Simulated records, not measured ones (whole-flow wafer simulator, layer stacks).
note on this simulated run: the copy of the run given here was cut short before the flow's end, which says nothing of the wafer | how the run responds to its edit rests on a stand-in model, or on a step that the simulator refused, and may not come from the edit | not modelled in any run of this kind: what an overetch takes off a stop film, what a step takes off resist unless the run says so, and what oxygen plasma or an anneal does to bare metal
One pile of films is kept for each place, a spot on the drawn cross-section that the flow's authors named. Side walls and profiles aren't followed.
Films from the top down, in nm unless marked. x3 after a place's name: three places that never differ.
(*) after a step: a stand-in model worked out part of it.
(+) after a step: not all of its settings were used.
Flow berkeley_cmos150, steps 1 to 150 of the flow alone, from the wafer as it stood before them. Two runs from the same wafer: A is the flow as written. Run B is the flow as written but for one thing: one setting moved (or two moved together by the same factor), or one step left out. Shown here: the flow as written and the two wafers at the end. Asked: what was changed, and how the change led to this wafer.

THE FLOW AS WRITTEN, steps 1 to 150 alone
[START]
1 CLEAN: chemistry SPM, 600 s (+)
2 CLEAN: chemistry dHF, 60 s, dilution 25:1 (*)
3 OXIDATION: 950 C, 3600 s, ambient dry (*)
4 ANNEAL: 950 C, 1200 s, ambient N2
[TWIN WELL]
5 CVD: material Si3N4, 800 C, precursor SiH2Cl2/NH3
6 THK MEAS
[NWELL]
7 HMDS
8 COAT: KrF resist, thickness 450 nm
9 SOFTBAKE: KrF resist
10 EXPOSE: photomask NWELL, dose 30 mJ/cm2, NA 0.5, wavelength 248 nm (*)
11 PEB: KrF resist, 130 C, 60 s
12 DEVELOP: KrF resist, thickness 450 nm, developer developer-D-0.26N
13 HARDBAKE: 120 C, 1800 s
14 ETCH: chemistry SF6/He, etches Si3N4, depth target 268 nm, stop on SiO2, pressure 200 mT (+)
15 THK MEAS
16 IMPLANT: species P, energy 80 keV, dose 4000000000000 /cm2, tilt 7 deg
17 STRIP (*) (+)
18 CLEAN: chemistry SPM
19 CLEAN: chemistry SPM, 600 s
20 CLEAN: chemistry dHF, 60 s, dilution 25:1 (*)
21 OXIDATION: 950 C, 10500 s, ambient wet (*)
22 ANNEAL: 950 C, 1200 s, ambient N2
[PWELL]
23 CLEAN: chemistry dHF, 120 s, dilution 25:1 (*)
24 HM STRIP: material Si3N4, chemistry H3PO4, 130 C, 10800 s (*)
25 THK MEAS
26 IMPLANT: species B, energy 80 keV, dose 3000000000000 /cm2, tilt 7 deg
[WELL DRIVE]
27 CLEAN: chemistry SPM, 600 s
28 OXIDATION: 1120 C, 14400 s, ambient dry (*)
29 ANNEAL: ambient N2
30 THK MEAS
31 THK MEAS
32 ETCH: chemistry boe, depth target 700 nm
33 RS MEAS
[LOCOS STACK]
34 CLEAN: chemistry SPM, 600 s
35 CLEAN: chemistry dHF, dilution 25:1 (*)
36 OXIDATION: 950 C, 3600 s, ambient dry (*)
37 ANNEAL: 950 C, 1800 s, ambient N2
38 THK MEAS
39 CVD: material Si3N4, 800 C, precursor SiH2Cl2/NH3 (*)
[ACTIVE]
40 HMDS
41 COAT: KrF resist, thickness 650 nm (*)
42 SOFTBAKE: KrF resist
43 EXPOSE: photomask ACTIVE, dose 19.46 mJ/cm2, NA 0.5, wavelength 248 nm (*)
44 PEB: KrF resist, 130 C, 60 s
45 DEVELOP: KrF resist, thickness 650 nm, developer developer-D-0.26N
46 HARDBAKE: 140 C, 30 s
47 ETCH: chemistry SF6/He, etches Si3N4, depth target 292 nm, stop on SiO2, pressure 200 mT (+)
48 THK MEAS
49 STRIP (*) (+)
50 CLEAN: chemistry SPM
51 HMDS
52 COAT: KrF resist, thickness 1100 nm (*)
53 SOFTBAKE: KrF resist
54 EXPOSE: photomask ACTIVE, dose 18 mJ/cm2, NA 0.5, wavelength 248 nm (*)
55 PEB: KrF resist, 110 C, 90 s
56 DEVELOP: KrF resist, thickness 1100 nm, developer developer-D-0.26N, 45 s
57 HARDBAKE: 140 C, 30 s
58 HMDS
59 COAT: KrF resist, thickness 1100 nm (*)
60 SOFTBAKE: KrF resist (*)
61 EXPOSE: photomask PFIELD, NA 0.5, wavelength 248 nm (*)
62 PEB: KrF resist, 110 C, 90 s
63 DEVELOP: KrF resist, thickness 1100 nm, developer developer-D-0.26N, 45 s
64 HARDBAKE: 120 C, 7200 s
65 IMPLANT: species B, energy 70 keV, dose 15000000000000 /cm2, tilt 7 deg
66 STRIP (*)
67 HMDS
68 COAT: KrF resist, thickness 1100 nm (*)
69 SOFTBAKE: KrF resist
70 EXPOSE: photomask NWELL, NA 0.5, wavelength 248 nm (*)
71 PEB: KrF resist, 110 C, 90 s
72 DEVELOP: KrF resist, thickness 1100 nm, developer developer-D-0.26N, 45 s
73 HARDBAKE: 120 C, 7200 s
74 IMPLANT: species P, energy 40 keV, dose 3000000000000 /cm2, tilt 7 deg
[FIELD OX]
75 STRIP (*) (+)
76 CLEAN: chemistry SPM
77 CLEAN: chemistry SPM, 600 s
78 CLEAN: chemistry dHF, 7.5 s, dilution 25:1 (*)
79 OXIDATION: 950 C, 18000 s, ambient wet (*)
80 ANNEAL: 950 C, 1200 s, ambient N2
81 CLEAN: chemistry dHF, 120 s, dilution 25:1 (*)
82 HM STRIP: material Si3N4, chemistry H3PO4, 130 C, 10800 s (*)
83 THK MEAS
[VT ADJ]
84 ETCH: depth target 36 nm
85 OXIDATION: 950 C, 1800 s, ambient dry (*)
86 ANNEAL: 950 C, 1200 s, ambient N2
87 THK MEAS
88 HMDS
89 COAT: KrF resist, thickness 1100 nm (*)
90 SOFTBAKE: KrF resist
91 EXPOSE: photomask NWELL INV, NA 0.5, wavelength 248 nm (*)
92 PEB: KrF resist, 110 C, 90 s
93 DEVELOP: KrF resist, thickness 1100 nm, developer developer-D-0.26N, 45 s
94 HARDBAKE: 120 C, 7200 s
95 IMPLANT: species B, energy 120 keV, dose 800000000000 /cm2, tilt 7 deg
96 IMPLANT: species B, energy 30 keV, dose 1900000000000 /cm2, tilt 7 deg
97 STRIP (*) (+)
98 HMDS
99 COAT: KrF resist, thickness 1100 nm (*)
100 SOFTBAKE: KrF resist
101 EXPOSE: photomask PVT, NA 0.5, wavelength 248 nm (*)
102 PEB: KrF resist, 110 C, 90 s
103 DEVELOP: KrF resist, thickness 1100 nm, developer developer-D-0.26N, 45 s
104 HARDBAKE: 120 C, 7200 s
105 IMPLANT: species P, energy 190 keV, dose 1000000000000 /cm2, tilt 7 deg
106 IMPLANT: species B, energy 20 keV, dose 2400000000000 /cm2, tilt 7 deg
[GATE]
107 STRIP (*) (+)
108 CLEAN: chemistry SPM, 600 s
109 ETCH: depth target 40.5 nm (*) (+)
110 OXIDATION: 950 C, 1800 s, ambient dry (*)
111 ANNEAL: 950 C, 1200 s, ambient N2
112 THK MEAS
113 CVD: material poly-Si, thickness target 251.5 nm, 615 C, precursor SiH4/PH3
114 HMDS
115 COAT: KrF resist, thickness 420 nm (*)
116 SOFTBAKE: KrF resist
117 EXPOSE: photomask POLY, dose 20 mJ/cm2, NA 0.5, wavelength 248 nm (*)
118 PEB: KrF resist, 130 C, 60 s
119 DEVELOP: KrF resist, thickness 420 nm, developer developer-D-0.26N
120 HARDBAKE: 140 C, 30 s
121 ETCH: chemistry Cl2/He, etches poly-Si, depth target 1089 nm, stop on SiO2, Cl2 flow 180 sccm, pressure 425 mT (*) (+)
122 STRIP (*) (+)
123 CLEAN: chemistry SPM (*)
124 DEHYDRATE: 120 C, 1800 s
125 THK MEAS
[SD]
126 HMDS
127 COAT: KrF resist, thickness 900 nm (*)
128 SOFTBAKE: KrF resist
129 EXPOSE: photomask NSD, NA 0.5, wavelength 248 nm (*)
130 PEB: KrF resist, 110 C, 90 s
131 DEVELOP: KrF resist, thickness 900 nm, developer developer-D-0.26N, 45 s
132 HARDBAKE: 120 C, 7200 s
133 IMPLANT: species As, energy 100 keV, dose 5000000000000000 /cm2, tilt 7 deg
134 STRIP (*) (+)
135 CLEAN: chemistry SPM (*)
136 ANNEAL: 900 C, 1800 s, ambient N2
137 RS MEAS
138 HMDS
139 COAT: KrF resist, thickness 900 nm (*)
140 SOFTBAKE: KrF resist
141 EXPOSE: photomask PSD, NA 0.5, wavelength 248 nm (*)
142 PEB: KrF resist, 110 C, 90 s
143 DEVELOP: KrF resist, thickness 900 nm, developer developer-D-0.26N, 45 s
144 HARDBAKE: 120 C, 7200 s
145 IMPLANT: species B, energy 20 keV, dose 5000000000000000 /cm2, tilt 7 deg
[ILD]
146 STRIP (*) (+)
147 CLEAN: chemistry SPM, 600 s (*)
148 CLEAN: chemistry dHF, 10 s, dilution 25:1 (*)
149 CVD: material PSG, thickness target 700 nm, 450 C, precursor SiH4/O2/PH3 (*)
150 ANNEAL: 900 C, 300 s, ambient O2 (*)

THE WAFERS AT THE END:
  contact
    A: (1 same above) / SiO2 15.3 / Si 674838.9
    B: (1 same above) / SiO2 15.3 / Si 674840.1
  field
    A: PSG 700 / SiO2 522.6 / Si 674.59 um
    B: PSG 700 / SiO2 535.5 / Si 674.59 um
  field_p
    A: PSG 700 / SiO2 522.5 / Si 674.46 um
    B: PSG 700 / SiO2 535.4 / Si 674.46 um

The cause: step 84, ETCH: depth target 23 nm was run, where the flow has depth target 36 nm.

How the change led to this, step by step:
  84 ETCH: depth target 36 nm
      gate_n, sd_p, gate_p, contact, m1: A SiO2 -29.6 (all of it) | B SiO2 -23
      field, field_p, sd_n: A SiO2 -36 | B SiO2 -23
  85 OXIDATION: 950 C, 1800 s, ambient dry (*)
      gate_n, sd_p, gate_p, contact, m1: A SiO2 +20.4 (new film), Si -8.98 | B SiO2 +17.6, Si -7.76
      sd_n: A SiO2 +12.2, Si -5.35 | B SiO2 +9.13, Si -4.02
  109 ETCH: depth target 40.5 nm (*) (+)
      sd_n: A SiO2 -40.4 (all of it) | B SiO2 -40.5
      gate_n, sd_p, gate_p, contact, m1: A SiO2 -20.4 (all of it) | B SiO2 -24.2 (all of it)
  110 OXIDATION: 950 C, 1800 s, ambient dry (*)
      sd_n: A SiO2 +20.4 (new film), Si -8.98 | B SiO2 +15.4, Si -6.77
  122 STRIP (*) (+)
      gate_n: A chemical SiO2 +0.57 (new film), KrF resist -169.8 (all of it), poly-Si -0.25 | B chemical SiO2 +0.57 (new film), KrF resist -174 (all of it), poly-Si -0.25
